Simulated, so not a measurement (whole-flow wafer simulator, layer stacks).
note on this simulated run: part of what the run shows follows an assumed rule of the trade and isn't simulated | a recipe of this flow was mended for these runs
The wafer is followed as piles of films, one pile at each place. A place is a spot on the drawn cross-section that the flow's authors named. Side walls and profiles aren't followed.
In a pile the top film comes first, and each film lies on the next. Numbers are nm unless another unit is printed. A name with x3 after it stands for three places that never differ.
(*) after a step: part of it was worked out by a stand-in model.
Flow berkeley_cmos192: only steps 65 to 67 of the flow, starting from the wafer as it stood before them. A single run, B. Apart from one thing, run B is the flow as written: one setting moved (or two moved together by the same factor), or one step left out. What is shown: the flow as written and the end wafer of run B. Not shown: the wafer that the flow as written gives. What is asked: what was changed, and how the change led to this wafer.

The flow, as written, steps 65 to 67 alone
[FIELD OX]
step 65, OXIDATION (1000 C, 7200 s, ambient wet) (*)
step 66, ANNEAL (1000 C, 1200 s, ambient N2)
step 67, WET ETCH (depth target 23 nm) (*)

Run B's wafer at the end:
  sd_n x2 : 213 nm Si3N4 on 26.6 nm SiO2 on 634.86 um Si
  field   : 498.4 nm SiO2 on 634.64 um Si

What caused this: step 65, OXIDATION: 988 C was run, while the flow as written has 1000 C.

Step by step, how the change led to this:
  step 65, OXIDATION (1000 C, 7200 s, ambient wet) (*)
      spacer_n x5: SiO2 gains 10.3 (new film), Si3N4 loses 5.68 (it would be, as written: SiO2 gains 12.1 (new film), Si3N4 loses 6.7)
      sd_n x2: SiO2 gains 10.3 (new film), Si3N4 loses 5.68, SiO2 gains 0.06, Si loses 0.06 (it would be, as written: SiO2 gains 12.1 (new film), Si3N4 loses 6.7, SiO2 gains 0.06, Si loses 0.06)
      (also at 2 further places)
  step 67, WET ETCH (depth target 23 nm) (*)
      sd_n x2, spacer_n x5, gate: SiO2 loses 10.3 (all of it), Si3N4 loses 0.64 (it would be, as written: SiO2 loses 12.1 (all of it), Si3N4 loses 0.54)
